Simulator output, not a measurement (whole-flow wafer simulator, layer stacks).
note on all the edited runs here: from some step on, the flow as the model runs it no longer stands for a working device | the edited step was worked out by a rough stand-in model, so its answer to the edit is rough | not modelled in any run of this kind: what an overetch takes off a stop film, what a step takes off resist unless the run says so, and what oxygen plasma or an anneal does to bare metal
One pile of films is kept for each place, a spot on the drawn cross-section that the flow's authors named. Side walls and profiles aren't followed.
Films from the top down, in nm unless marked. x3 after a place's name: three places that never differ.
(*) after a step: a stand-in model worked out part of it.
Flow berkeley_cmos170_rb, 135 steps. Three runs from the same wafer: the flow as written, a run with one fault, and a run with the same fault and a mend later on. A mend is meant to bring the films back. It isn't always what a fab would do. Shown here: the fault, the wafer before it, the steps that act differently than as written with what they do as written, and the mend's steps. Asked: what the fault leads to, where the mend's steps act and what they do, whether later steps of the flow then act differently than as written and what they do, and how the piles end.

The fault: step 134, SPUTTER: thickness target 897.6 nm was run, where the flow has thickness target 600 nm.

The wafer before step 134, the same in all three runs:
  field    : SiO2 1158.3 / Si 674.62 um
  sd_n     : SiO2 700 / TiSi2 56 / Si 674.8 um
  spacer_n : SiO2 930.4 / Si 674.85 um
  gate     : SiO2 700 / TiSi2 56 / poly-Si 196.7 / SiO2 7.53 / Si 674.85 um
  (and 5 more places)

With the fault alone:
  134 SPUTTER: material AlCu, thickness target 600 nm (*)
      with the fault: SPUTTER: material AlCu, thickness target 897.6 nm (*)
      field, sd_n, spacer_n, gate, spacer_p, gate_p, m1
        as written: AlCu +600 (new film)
        with the fault: AlCu +897.6 (new film)
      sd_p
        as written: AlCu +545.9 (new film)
        with the fault: AlCu +832.8 (new film)
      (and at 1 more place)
  No later step of the flow acts differently than as written at any place that is followed.
  At the end the piles differ from the flow's by more than 2% or 0.5 nm, whichever is larger, at field, sd_n, spacer_n and 6 more.
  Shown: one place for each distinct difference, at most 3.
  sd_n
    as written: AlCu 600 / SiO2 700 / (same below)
    with the fault: AlCu 897.6 / SiO2 700 / (same below)
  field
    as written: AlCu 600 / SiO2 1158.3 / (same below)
    with the fault: AlCu 897.6 / SiO2 1158.3 / (same below)
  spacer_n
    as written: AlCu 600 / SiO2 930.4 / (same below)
    with the fault: AlCu 897.6 / SiO2 930.4 / (same below)

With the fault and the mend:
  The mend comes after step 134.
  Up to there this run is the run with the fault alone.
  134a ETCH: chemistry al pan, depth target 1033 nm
      field, sd_n, spacer_n, gate, spacer_p, gate_p, m1
        AlCu -897.6 (all of it)
      sd_p
        AlCu -832.8 (all of it)
      contact
        AlCu -605.9 (all of it)
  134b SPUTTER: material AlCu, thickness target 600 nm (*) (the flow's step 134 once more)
      field, sd_n, spacer_n, gate, spacer_p, gate_p, m1
        AlCu +600 (new film)
      sd_p
        AlCu +545.9 (new film)
      contact
        AlCu +415.1 (new film)
  No later step of the flow acts differently than as written at any place that is followed.
  At the end the piles are the same as the flow's at every place that both follow.
